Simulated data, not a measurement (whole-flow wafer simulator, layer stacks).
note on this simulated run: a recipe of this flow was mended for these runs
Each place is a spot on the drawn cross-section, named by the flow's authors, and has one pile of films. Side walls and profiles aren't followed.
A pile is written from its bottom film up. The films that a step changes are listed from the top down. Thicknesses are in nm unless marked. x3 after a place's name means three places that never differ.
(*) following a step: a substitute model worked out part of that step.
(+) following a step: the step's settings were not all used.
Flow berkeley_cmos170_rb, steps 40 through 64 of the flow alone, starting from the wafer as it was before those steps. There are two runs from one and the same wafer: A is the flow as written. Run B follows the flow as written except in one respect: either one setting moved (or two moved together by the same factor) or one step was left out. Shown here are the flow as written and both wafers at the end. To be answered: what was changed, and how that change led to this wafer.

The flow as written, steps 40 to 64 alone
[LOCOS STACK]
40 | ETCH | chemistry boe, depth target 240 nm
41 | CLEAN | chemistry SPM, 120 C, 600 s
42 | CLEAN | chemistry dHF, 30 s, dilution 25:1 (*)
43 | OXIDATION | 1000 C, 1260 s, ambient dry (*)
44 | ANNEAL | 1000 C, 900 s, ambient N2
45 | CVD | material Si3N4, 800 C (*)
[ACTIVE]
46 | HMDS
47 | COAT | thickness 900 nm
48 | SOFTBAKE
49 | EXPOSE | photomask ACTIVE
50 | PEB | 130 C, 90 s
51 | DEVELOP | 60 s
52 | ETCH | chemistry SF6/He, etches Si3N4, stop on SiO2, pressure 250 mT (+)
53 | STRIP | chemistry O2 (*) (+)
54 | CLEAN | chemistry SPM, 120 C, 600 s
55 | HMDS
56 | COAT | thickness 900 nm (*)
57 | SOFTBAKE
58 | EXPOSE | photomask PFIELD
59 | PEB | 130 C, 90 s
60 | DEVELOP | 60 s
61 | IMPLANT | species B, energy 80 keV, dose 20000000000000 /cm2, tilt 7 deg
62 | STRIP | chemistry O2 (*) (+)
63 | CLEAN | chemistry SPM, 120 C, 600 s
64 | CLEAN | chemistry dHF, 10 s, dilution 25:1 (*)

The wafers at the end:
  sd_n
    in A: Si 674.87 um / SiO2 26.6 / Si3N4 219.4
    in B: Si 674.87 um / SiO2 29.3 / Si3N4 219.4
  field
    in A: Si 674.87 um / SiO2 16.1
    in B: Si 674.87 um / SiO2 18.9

Cause: step 43, OXIDATION: 1512 s was run, though the flow has 1260 s.

Step by step, how the change led to this:
  43 | OXIDATION | 1000 C, 1260 s, ambient dry (*)
      field, sd_n, spacer_n and 6 more: A SiO2 gains 26.6 (new film), Si loses 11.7 | B SiO2 gains 29.3 (new film), Si loses 12.9
